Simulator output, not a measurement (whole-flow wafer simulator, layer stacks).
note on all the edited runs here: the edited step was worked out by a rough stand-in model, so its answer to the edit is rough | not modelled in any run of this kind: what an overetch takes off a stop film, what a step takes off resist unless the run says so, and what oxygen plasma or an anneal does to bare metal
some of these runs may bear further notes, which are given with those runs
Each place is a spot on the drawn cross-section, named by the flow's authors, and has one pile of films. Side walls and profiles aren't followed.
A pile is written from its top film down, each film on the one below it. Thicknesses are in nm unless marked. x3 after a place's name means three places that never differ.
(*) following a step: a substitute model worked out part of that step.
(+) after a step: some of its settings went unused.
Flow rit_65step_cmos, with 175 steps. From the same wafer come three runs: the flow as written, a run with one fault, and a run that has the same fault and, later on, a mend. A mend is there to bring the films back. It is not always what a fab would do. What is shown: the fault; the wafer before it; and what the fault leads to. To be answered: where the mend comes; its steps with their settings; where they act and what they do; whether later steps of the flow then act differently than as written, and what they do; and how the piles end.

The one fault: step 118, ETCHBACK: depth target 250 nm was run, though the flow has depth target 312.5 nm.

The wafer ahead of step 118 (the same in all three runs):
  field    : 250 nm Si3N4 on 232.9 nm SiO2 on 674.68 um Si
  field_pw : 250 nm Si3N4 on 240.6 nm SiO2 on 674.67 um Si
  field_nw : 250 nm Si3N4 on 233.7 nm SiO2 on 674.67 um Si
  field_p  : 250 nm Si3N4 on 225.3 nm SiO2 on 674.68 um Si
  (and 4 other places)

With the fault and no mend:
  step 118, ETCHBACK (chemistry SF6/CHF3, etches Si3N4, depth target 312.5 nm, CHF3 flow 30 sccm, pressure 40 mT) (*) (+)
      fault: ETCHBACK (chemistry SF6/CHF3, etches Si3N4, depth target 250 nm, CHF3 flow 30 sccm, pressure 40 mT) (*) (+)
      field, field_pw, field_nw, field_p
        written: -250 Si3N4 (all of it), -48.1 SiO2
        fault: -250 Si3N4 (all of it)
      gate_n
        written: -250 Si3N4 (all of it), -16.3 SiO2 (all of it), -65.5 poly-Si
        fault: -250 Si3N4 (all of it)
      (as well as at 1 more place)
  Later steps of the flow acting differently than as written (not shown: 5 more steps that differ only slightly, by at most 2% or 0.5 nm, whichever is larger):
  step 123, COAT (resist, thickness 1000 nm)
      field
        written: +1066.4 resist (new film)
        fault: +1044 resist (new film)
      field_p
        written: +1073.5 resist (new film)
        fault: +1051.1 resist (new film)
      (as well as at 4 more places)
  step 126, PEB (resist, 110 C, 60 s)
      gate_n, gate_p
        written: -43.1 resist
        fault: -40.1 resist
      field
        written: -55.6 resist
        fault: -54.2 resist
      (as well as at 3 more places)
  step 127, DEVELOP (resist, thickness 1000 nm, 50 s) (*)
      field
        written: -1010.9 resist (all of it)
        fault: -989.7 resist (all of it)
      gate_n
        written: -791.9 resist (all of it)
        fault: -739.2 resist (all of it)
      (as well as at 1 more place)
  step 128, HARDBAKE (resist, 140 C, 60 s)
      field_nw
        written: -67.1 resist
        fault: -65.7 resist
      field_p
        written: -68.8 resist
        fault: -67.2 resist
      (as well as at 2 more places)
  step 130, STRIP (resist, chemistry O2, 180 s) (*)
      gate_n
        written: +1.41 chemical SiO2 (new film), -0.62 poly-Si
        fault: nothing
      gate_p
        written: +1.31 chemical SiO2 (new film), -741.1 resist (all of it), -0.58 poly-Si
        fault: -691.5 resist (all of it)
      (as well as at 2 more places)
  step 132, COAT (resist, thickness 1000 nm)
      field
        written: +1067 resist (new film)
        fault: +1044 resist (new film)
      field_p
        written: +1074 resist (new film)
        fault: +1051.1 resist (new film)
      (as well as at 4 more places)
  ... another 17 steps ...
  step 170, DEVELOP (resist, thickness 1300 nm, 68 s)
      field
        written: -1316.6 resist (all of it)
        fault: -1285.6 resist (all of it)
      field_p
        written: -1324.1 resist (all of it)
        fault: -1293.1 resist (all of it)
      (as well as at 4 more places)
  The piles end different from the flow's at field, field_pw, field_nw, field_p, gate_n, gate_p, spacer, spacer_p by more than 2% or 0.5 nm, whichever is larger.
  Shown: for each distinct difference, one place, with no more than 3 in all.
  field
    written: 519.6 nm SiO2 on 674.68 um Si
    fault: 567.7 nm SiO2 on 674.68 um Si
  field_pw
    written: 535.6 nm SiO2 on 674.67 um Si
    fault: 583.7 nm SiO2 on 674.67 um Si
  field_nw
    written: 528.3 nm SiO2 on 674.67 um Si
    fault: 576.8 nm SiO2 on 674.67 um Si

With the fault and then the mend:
  The mend follows step 121.
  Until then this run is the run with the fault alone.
  step 121a, ETCHBACK (chemistry SF6/CHF3, etches Si3N4, depth target 62.5 nm, CHF3 flow 30 sccm, pressure 40 mT) (*) (+) (a further turn of the flow's step 118, with different settings)
      field, field_pw, field_nw, field_p
        -48.1 SiO2
      active_n, sd_n, contact, m1
        -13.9 SiO2 (all of it)
      active_p, sd_p
        -13.4 SiO2 (all of it)
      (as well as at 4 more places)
  None of the later steps of the flow differs from how it acts as written, at any place that is followed, by more than 2% or 0.5 nm, whichever is larger.
  The piles end the same as the flow's at every place that both follow.
